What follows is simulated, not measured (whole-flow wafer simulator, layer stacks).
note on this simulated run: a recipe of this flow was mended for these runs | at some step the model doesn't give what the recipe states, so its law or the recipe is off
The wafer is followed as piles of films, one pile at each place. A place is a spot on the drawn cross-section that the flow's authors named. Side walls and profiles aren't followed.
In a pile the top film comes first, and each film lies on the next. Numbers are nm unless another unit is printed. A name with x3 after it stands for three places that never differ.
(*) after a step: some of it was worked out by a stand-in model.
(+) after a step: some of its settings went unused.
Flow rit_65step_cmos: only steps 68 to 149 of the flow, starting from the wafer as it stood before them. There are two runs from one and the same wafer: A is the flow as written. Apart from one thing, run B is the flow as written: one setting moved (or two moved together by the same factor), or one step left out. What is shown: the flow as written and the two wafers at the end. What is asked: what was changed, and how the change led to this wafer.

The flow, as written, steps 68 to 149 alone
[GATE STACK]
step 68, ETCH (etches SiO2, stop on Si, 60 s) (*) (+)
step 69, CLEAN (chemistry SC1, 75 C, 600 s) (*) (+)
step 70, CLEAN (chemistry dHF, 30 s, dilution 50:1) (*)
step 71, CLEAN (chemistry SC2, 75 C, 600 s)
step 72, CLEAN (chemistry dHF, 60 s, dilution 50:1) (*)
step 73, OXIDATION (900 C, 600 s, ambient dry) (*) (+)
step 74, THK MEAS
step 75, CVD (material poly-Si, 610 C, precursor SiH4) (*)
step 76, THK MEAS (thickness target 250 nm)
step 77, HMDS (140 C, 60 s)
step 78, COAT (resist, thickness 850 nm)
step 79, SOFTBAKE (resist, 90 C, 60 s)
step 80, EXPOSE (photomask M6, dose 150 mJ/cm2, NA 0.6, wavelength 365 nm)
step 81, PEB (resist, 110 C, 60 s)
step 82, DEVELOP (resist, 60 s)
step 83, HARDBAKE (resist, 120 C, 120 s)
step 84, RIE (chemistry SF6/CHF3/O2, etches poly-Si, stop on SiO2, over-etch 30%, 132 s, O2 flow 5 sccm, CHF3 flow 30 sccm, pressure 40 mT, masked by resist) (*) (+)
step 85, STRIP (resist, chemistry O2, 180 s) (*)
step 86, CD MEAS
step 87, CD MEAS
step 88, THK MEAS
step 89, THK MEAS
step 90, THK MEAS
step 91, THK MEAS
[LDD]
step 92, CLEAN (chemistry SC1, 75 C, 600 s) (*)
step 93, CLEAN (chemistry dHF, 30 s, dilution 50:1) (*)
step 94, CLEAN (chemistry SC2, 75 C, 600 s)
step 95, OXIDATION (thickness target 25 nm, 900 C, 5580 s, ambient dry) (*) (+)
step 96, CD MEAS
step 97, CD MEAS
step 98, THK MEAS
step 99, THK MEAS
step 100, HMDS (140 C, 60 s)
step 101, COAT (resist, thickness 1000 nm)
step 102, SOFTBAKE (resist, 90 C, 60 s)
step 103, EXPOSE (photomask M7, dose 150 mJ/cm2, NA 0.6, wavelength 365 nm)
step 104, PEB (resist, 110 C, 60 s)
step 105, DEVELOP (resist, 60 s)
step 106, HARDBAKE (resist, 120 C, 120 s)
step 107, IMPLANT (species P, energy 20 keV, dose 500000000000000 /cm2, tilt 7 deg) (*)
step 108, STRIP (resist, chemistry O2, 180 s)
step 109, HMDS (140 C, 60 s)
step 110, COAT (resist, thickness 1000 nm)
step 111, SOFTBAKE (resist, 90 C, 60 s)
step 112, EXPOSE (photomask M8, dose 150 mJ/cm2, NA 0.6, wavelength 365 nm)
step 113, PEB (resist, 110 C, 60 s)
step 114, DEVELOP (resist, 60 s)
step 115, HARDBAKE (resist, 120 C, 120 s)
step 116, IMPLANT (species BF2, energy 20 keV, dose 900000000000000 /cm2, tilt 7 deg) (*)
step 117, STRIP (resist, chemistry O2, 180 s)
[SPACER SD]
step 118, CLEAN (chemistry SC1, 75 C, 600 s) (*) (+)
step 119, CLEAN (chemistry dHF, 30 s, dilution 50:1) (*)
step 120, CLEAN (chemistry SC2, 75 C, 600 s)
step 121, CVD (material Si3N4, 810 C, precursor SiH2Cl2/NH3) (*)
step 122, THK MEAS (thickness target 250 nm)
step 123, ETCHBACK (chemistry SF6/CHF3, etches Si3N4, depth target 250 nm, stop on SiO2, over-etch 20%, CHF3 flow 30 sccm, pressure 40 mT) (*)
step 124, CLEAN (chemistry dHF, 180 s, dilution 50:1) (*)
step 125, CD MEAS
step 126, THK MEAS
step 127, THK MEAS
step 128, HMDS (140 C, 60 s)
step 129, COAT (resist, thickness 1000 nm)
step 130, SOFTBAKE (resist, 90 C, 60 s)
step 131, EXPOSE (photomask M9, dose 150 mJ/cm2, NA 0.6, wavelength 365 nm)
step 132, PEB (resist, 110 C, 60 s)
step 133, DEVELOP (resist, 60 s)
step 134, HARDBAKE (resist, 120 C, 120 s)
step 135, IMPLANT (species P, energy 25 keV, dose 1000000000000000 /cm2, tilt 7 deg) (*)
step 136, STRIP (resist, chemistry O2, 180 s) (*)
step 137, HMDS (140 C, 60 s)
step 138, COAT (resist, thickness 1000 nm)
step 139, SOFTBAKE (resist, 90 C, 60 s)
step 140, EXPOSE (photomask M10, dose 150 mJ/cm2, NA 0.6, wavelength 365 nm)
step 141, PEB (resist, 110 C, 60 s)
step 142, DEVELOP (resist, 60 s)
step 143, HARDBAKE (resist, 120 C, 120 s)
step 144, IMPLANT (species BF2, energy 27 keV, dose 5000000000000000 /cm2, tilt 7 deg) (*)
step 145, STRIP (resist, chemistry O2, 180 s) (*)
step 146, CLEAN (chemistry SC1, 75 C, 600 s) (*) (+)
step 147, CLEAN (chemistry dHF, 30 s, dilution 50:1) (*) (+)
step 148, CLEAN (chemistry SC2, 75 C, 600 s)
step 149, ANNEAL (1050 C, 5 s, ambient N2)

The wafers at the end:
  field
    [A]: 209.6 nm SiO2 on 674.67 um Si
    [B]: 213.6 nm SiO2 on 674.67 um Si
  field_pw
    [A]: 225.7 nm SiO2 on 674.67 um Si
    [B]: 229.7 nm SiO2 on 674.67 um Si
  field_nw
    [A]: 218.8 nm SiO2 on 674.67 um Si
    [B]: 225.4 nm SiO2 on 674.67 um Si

What caused this: step 72, CLEAN: 24 s was run, while the flow as written has 60 s.

The path from the change to this, step by step:
  step 72, CLEAN (chemistry dHF, 60 s, dilution 50:1) (*)
      field, field_pw: A SiO2 loses 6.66 | B SiO2 loses 2.66
      field_nw, field_p: A SiO2 loses 11.3 | B SiO2 loses 4.56
